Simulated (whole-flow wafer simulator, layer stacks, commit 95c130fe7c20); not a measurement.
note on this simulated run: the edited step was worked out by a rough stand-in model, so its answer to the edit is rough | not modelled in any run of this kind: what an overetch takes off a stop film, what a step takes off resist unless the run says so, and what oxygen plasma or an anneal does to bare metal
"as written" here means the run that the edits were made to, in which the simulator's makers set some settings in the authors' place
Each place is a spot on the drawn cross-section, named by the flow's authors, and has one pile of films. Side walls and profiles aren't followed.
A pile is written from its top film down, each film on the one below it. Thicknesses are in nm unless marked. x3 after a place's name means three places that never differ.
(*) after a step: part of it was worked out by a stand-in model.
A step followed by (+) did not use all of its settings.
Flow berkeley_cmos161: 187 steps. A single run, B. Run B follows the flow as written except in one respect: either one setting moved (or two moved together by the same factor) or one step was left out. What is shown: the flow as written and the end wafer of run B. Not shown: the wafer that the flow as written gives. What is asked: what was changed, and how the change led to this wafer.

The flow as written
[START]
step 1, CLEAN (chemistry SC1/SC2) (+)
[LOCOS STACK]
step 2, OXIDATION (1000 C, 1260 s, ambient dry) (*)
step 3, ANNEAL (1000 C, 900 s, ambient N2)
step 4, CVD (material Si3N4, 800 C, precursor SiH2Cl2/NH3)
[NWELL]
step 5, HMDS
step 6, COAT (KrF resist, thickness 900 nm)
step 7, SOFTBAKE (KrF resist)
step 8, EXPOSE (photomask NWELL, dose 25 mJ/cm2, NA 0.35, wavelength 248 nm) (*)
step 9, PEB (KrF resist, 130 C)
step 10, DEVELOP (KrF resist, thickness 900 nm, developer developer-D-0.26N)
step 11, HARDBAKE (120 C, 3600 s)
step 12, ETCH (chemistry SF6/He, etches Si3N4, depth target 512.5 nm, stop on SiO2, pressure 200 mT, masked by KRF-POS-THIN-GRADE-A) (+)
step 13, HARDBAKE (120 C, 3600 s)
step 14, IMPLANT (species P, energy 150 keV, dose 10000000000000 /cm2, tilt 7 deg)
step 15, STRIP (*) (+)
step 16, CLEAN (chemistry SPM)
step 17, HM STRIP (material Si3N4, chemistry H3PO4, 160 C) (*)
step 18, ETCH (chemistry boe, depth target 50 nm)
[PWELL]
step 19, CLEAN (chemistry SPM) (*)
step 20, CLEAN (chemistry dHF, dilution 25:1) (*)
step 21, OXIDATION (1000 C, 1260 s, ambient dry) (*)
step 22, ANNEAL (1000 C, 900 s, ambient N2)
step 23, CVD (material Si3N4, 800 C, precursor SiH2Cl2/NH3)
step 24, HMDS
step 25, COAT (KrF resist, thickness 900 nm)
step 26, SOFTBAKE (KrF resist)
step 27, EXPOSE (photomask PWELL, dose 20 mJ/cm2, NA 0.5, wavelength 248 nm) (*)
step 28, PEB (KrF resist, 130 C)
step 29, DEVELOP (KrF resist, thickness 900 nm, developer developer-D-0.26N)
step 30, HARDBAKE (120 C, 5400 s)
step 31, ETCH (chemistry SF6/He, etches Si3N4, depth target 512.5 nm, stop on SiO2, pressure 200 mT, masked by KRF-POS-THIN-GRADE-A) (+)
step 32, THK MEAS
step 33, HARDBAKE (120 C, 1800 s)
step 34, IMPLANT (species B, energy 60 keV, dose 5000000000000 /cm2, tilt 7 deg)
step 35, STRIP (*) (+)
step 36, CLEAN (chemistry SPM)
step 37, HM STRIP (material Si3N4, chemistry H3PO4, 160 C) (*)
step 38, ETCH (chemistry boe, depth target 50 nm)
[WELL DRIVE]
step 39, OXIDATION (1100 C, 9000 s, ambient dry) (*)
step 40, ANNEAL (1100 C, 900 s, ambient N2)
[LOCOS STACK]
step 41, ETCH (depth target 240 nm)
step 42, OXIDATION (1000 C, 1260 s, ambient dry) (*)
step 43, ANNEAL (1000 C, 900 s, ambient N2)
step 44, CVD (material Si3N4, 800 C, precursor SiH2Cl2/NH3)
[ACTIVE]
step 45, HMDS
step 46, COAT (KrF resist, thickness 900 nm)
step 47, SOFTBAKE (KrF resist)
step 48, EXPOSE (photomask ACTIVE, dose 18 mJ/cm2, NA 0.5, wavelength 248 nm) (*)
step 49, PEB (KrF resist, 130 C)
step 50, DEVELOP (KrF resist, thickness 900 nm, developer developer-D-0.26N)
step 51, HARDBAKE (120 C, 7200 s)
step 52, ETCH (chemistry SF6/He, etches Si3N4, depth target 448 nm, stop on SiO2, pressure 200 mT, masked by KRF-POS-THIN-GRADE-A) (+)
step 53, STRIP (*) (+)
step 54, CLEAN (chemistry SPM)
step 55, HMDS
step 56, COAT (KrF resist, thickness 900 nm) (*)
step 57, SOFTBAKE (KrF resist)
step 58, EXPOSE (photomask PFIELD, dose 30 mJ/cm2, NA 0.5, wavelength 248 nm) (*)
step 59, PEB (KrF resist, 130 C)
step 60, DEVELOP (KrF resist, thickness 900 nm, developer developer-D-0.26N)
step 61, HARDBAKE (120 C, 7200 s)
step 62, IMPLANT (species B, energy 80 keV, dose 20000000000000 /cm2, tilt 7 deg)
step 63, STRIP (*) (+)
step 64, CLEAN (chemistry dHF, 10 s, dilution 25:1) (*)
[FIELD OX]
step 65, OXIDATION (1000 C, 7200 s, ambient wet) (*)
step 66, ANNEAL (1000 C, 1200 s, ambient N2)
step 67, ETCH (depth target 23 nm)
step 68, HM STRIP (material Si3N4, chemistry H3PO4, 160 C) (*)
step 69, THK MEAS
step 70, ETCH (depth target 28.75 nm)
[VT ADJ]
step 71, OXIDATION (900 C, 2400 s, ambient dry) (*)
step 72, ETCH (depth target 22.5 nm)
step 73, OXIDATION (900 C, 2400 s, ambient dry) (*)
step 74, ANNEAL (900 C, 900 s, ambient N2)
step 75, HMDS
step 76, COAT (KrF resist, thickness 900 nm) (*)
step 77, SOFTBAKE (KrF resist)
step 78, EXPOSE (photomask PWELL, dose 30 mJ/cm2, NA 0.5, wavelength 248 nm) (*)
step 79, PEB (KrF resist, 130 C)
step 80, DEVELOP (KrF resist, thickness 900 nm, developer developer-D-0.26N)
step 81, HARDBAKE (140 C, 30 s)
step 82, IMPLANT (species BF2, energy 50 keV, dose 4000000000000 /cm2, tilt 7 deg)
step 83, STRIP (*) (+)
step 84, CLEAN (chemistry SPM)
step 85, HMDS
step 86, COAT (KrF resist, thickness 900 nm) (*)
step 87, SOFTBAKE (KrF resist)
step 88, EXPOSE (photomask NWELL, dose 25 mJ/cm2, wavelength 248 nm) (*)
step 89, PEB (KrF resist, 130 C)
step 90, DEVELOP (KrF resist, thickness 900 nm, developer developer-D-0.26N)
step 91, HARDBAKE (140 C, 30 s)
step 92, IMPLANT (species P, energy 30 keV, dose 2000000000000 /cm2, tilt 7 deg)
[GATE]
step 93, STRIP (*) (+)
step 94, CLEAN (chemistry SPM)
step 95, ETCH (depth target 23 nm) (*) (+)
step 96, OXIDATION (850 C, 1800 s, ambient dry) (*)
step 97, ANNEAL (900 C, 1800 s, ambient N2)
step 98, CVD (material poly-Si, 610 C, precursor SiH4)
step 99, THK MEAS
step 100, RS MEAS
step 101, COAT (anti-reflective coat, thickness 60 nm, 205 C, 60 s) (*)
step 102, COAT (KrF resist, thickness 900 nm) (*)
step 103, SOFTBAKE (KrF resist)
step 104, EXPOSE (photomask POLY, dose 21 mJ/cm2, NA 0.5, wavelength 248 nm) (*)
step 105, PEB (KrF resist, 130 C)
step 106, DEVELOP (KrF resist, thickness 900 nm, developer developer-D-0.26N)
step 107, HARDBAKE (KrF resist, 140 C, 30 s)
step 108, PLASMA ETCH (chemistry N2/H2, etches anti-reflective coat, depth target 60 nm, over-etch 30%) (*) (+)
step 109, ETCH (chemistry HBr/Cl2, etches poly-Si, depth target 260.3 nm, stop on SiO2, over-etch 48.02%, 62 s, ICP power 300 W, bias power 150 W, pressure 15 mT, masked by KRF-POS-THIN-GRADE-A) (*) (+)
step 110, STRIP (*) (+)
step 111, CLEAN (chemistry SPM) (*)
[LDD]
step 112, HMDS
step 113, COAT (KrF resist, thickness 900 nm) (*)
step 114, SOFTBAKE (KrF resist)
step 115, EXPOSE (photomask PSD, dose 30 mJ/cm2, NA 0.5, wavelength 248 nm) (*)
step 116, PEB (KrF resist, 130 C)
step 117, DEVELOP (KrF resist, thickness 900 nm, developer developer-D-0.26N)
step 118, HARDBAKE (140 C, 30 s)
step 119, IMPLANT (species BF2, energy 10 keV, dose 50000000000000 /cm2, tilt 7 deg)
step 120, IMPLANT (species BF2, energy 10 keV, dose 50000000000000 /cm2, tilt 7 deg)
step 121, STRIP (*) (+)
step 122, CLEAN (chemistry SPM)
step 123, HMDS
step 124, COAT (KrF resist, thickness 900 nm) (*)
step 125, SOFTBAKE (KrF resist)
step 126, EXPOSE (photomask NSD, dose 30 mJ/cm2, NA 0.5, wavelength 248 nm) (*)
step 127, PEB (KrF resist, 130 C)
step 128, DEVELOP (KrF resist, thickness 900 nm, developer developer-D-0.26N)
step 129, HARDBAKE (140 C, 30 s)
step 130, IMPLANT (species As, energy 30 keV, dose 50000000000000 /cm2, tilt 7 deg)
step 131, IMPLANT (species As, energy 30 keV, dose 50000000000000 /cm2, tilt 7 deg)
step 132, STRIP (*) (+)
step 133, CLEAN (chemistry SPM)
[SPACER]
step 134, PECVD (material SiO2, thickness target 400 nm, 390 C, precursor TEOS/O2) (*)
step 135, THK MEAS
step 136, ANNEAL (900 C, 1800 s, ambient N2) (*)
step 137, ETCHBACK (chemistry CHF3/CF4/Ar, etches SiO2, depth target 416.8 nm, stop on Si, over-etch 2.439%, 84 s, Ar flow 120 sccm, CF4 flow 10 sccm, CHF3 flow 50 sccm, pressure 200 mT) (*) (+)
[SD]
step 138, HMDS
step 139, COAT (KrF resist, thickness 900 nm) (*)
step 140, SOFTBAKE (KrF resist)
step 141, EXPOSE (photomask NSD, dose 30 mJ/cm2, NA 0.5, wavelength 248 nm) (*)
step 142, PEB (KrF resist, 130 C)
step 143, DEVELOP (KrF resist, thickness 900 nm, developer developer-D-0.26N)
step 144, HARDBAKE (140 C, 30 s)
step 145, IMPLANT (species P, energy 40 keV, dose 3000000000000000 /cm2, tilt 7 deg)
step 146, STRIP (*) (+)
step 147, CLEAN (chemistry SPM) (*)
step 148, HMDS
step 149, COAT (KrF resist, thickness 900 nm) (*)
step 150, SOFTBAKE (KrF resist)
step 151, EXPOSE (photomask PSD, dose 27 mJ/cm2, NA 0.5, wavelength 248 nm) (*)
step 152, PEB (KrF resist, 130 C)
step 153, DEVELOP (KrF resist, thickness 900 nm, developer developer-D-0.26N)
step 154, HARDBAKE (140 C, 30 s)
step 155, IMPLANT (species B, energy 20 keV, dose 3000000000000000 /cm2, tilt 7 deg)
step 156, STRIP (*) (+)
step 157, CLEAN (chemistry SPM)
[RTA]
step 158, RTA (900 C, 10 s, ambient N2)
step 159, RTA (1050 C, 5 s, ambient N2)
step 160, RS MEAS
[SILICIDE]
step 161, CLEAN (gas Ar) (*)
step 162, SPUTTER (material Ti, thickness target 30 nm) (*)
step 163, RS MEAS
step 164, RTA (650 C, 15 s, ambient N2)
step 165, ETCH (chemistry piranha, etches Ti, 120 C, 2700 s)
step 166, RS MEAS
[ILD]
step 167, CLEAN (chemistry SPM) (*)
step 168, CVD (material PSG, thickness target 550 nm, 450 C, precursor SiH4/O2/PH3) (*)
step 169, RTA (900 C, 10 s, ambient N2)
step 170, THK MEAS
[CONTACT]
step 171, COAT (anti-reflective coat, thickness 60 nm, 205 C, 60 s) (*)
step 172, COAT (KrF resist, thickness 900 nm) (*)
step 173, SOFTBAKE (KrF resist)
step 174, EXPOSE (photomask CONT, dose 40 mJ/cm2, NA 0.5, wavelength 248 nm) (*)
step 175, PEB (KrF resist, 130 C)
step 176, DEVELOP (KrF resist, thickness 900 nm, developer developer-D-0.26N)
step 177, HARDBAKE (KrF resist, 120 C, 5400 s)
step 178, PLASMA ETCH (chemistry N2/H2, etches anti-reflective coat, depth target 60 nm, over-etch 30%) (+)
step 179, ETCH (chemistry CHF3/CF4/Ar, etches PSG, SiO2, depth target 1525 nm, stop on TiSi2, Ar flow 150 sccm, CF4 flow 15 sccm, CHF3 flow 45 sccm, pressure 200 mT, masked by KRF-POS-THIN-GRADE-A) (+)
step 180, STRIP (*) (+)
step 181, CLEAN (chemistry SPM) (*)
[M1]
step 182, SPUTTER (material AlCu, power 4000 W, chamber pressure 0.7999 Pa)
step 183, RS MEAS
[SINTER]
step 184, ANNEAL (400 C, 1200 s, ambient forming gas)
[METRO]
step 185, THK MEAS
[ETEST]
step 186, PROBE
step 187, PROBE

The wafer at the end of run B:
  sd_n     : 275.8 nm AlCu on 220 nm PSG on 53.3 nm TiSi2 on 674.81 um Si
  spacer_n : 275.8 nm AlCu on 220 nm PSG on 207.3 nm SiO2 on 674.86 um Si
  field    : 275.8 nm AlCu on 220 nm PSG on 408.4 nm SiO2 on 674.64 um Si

The reason: step 168, CVD: thickness target 220 nm was run, though the flow has thickness target 550 nm.
One can read it off the wafer: sd_n has PSG 220, and step 168 as written asks for 550 nm.

The path from the change to this, step by step:
  step 168, CVD (material PSG, thickness target 550 nm, 450 C, precursor SiH4/O2/PH3) (*)
      field, sd_n, spacer_n, gate_n, spacer_p, gate_p, contact, m1: PSG gains 220 (new film) (it would be, as written: PSG gains 550 (new film))
      sd_p: PSG gains 210.6 (new film) (it would be, as written: PSG gains 521.9 (new film))
  step 171, COAT (anti-reflective coat, thickness 60 nm, 205 C, 60 s) (*)
      field: anti-reflective coat gains 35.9 (new film) (it would be, as written: anti-reflective coat gains 38.5 (new film))
      sd_n: anti-reflective coat gains 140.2 (new film) (it would be, as written: anti-reflective coat gains 149.7 (new film))
      (as well as at 6 more places)
  step 178, PLASMA ETCH (chemistry N2/H2, etches anti-reflective coat, depth target 60 nm, over-etch 30%) (+)
      field, sd_n, spacer_n, gate_n, sd_p, spacer_p, gate_p, m1: KrF resist loses 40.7 (it would be, as written: KrF resist loses 44.3)
      contact: anti-reflective coat loses 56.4 (all of it), PSG loses 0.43 (it would be, as written: anti-reflective coat loses 61.4 (all of it), PSG loses 0.47)
  step 179, ETCH (chemistry CHF3/CF4/Ar, etches PSG, SiO2, depth target 1525 nm, stop on TiSi2, Ar flow 150 sccm, CF4 flow 15 sccm, CHF3 flow 45 sccm, pressure 200 mT, masked by KRF-POS-THIN-GRADE-A) (+)
      field, sd_n, spacer_n, gate_n, sd_p, spacer_p, gate_p, m1: KrF resist loses 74 (it would be, as written: KrF resist loses 156.4)
      contact: PSG loses 219.6 (all of it), TiSi2 loses 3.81 (it would be, as written: PSG loses 549.5 (all of it), TiSi2 loses 3.81)
  step 180, STRIP (*) (+)
      field: KrF resist loses 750 (all of it), anti-reflective coat loses 35.9 (all of it) (it would be, as written: KrF resist loses 665.1 (all of it), anti-reflective coat loses 38.5 (all of it))
      sd_n: KrF resist loses 785 (all of it), anti-reflective coat loses 140.2 (all of it) (it would be, as written: KrF resist loses 692.5 (all of it), anti-reflective coat loses 149.7 (all of it))
      (as well as at 6 more places)
  step 182, SPUTTER (material AlCu, power 4000 W, chamber pressure 0.7999 Pa)
      contact: AlCu gains 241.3 (new film) (it would be, as written: AlCu gains 192.2 (new film))
